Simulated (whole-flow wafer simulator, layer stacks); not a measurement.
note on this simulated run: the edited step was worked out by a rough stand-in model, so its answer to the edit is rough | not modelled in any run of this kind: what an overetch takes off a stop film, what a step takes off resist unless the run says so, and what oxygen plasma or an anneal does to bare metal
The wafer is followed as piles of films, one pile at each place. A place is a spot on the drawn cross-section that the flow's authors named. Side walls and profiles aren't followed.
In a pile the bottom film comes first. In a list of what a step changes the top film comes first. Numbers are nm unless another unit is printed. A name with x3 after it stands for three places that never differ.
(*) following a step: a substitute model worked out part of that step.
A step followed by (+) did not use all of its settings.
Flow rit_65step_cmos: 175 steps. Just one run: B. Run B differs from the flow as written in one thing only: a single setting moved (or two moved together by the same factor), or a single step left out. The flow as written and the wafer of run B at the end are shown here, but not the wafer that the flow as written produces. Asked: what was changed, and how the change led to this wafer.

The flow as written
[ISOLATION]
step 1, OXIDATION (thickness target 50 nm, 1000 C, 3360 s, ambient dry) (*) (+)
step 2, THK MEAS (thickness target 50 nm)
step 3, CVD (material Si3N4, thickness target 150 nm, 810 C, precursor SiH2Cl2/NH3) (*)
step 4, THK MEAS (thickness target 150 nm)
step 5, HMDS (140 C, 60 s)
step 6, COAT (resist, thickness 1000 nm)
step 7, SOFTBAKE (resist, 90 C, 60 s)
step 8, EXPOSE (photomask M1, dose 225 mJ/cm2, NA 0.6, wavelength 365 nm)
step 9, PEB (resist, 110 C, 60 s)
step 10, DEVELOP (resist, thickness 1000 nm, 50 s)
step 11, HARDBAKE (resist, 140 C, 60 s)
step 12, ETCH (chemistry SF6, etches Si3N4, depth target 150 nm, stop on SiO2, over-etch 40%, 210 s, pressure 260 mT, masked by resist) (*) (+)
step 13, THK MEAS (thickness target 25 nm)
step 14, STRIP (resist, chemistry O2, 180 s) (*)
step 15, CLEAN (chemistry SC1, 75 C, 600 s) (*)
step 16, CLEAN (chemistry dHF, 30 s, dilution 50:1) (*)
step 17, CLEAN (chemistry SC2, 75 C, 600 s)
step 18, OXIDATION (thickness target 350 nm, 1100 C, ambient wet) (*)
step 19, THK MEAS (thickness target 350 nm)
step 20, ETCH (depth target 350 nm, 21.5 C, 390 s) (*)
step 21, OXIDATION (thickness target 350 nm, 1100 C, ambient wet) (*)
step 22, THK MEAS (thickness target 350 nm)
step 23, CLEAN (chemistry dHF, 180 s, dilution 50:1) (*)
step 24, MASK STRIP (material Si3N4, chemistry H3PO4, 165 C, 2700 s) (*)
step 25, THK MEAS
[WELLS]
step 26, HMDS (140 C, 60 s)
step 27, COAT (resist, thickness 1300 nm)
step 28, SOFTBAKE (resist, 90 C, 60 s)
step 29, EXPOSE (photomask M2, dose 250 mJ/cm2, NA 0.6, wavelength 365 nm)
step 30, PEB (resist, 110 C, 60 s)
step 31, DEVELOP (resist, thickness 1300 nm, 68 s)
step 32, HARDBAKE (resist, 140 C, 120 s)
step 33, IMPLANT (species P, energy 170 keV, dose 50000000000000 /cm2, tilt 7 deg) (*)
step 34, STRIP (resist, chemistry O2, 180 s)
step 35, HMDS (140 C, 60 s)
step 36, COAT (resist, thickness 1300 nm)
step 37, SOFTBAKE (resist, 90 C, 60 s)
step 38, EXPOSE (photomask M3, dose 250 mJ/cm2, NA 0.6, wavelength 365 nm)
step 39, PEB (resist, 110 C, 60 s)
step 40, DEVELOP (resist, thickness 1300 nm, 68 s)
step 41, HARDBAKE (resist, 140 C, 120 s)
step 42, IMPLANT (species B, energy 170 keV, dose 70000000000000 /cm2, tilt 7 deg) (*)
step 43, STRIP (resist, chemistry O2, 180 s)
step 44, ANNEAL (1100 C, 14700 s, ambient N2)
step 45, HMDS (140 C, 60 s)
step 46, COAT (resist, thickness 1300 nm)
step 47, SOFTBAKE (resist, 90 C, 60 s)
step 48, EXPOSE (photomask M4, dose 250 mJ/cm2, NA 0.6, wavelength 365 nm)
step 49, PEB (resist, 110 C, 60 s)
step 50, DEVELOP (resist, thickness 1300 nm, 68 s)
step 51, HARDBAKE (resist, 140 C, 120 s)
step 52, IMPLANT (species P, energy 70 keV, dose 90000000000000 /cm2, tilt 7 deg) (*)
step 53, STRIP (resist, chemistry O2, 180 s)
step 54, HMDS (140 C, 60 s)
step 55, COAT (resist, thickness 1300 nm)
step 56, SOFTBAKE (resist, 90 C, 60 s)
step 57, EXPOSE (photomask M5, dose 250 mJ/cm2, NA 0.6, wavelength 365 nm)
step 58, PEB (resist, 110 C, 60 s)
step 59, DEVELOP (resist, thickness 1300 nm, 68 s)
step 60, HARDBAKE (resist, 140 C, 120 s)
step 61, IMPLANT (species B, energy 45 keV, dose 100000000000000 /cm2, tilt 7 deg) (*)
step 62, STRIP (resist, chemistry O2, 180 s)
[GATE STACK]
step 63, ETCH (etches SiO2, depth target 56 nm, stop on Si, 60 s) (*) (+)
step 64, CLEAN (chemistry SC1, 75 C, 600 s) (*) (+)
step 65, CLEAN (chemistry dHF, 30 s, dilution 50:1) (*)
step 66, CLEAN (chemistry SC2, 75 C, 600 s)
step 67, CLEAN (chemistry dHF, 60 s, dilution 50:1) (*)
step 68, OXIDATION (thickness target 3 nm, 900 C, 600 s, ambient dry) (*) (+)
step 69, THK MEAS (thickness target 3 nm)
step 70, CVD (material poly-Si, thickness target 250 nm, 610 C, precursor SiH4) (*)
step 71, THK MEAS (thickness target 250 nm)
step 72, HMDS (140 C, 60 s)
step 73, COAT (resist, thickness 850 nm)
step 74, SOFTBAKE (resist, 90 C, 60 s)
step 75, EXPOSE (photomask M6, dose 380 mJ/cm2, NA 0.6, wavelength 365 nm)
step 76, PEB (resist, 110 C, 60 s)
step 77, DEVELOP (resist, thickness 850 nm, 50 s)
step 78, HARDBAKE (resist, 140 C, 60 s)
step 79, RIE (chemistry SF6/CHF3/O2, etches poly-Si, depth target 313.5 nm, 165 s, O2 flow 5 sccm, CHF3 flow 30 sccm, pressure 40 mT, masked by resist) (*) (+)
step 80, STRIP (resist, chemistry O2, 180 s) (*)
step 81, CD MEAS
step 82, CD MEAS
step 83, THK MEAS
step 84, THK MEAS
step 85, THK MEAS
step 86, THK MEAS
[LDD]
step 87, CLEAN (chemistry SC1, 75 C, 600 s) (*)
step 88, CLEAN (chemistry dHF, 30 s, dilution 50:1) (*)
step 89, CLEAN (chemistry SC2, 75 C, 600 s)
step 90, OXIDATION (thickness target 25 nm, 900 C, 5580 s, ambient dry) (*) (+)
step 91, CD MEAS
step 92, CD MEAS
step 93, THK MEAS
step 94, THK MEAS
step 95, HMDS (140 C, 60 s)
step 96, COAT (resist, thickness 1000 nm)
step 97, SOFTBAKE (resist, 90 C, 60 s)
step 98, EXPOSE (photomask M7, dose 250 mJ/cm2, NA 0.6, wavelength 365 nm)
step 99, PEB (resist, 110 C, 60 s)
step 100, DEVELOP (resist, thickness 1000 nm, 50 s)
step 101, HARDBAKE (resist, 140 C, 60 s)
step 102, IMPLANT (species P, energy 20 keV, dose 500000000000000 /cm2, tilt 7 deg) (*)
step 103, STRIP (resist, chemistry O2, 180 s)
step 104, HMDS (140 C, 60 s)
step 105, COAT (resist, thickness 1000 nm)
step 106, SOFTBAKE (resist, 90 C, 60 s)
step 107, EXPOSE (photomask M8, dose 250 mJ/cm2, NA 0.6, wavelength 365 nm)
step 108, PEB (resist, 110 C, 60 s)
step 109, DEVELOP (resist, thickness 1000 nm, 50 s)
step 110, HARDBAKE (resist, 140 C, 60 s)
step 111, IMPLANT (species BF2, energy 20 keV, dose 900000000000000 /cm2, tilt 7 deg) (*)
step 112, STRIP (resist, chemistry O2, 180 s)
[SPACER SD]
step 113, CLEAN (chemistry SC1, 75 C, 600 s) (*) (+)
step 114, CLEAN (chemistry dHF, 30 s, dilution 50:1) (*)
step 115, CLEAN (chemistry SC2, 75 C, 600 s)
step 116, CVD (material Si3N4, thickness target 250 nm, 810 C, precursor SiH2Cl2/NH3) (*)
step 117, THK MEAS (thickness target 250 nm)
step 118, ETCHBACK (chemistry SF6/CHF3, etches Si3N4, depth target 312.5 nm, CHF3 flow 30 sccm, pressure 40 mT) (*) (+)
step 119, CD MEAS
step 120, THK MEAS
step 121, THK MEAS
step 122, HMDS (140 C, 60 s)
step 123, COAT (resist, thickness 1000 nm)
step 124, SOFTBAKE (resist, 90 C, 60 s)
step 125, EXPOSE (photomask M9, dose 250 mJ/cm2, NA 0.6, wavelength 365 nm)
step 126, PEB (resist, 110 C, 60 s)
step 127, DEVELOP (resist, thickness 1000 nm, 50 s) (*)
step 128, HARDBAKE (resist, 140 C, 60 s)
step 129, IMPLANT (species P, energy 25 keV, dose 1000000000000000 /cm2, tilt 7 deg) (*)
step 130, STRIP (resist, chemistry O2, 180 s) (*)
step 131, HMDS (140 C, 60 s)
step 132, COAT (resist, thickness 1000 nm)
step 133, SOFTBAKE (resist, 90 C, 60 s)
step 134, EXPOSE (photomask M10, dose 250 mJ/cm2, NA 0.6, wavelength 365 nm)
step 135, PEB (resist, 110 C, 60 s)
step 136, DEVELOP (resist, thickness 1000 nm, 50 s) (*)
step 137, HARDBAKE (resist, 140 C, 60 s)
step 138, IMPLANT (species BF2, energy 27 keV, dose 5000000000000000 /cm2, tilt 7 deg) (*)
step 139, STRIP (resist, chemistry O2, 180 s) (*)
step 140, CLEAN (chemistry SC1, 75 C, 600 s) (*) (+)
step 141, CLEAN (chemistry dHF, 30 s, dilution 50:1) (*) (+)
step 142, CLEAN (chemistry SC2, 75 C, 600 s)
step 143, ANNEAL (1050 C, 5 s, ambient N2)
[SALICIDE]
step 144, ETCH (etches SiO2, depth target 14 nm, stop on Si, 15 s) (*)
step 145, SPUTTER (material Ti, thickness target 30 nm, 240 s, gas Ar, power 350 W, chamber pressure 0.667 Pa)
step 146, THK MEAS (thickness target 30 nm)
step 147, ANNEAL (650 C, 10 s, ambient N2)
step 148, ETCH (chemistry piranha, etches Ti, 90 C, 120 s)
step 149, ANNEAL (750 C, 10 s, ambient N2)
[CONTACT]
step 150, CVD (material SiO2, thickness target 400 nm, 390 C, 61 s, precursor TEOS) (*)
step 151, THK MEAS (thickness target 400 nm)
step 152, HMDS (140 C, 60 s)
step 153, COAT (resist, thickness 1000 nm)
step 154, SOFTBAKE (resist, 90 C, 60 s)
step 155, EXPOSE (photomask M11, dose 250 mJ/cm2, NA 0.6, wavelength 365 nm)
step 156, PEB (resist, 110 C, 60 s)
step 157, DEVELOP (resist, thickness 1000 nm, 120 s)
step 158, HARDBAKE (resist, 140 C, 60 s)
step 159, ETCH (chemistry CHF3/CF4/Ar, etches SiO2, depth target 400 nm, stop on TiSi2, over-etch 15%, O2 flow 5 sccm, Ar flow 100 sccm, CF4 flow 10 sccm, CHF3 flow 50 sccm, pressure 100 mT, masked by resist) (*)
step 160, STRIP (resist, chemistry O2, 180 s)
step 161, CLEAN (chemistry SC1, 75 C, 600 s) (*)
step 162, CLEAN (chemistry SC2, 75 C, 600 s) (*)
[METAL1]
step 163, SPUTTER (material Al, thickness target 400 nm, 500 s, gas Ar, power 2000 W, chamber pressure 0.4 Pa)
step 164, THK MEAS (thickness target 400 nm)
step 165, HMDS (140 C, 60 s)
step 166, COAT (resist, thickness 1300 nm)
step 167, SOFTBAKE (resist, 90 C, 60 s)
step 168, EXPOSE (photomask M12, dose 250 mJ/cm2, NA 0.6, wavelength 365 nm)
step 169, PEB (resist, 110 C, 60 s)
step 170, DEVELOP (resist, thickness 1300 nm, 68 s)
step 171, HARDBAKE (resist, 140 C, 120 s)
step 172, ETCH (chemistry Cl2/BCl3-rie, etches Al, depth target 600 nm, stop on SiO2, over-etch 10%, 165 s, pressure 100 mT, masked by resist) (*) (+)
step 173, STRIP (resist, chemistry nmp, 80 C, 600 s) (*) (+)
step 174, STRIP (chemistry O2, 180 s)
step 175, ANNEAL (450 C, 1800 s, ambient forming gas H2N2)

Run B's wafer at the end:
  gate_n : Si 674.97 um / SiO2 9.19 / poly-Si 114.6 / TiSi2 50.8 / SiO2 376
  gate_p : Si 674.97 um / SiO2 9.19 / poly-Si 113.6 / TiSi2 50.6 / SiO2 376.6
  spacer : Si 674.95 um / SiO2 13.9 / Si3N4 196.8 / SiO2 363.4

What caused this: step 68, OXIDATION: 900 s was run, though the flow has 600 s.

The path from the change to this, step by step:
  step 68, OXIDATION (thickness target 3 nm, 900 C, 600 s, ambient dry) (*) (+)
      active_n, active_p, gate_n and 7 more: +9.19 SiO2 (new film), -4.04 Si (as written it would have been: +7.17 SiO2 (new film), -3.16 Si)
  step 79, RIE (chemistry SF6/CHF3/O2, etches poly-Si, depth target 313.5 nm, 165 s, O2 flow 5 sccm, CHF3 flow 30 sccm, pressure 40 mT, masked by resist) (*) (+)
      active_n, active_p, spacer, spacer_p, sd_n, sd_p, contact, m1: -250 poly-Si (all of it), -9.19 SiO2 (all of it) (as written it would have been: -250 poly-Si (all of it), -7.17 SiO2 (all of it))
  step 118, ETCHBACK (chemistry SF6/CHF3, etches Si3N4, depth target 312.5 nm, CHF3 flow 30 sccm, pressure 40 mT) (*) (+)
      spacer, spacer_p: -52 Si3N4 (as written it would have been: -54 Si3N4)
